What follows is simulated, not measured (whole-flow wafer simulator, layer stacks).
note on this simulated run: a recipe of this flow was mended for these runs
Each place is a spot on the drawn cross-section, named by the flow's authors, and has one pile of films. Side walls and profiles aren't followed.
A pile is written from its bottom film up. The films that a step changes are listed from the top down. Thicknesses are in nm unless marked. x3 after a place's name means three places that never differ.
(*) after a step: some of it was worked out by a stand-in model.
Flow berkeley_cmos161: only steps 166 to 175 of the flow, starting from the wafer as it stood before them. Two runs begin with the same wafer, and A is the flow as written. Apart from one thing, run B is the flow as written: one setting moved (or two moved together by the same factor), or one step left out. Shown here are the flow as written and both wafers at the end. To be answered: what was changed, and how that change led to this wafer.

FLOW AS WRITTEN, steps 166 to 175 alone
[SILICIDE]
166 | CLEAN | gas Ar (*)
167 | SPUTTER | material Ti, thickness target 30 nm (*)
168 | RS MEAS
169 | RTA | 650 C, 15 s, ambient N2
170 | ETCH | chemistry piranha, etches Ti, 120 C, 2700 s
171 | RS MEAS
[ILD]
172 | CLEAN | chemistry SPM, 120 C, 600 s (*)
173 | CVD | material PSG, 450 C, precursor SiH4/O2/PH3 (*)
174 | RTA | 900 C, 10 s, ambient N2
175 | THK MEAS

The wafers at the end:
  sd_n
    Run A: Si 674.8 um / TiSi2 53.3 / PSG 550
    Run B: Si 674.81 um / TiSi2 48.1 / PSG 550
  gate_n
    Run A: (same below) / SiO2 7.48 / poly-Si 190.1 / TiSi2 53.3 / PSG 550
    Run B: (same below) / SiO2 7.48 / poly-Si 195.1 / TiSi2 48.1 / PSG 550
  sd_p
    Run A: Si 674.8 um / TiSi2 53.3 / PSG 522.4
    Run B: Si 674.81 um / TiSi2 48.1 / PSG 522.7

What caused this: step 169, RTA: 6 s was run, whereas the flow has 15 s.

The path from the change to this, step by step:
  169 | RTA | 650 C, 15 s, ambient N2
      sd_n, sd_p, contact x2: A Ti loses 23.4, TiSi first gains 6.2 (new film), TiSi2 C49 gains 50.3 (new film), Si loses 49 | B Ti loses 21.2, TiSi first gains 22.1 (new film), TiSi2 C49 gains 21.1 (new film), Si loses 33.5
      gate_n, gate_p: A Ti loses 23.4, TiSi first gains 6.2 (new film), TiSi2 C49 gains 50.3 (new film), poly-Si loses 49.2 | B Ti loses 21.2, TiSi first gains 22.1 (new film), TiSi2 C49 gains 21.1 (new film), poly-Si loses 33.6
  170 | ETCH | chemistry piranha, etches Ti, 120 C, 2700 s
      sd_n, gate_n, sd_p, gate_p, contact x2: A Ti loses 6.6 (all of it), TiSi first loses 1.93 | B Ti loses 8.81 (all of it), TiSi first loses 1.93
  174 | RTA | 900 C, 10 s, ambient N2
      sd_n, sd_p, contact x2: A under 1 film: TiSi2 gains 53.3 (new film), TiSi first loses 4.27 (all of it), TiSi2 C49 loses 50.3 (all of it), Si loses 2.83 | B under 1 film: TiSi2 gains 48.1 (new film), TiSi first loses 20.1 (all of it), TiSi2 C49 loses 21.1 (all of it), Si loses 13.4
      gate_n, gate_p: A under 1 film: TiSi2 gains 53.3 (new film), TiSi first loses 4.27 (all of it), TiSi2 C49 loses 50.3 (all of it), poly-Si loses 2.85 | B under 1 film: TiSi2 gains 48.1 (new film), TiSi first loses 20.1 (all of it), TiSi2 C49 loses 21.1 (all of it), poly-Si loses 13.4
